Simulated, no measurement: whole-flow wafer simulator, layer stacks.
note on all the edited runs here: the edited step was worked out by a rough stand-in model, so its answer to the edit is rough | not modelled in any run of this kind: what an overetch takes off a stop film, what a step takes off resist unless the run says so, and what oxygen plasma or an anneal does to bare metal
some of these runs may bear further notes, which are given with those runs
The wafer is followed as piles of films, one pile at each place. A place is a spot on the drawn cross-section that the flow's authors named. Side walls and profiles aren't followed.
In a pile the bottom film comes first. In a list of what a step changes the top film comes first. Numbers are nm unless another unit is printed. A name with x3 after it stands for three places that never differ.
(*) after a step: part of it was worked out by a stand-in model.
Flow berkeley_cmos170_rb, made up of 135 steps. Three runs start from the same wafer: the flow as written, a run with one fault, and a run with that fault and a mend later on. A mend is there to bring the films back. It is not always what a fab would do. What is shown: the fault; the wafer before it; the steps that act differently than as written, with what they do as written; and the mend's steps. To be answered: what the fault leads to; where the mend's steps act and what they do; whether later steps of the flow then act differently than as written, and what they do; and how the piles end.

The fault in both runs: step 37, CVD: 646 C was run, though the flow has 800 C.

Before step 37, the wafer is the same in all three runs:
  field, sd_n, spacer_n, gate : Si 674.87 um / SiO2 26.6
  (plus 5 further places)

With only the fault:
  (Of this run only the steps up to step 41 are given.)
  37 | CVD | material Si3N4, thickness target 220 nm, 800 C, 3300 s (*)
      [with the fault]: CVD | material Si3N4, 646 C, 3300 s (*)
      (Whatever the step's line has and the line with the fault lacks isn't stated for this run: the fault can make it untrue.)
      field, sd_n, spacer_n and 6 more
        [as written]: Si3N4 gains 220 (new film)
        [with the fault]: Si3N4 gains 9.99 (new film)
  None of the later steps of the flow up to step 41 acts differently than as written at any place that is followed.
  Once step 41 is done, the piles at field, sd_n, spacer_n and 6 more depart from the flow's by more than 2% or 0.5 nm, whichever is larger.
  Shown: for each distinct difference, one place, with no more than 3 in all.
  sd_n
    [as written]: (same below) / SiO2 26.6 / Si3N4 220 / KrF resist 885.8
    [with the fault]: (same below) / SiO2 26.6 / Si3N4 9.99 / KrF resist 885.8
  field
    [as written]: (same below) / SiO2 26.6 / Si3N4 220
    [with the fault]: (same below) / SiO2 26.6 / Si3N4 9.99

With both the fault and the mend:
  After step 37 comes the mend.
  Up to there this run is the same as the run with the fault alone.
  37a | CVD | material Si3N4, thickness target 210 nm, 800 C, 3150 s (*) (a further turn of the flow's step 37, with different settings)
      field, sd_n, spacer_n and 6 more
        Si3N4 gains 210
  None of the later steps of the flow acts differently than as written at any place that is followed.
  The piles end the same as the flow's at every place that both follow.
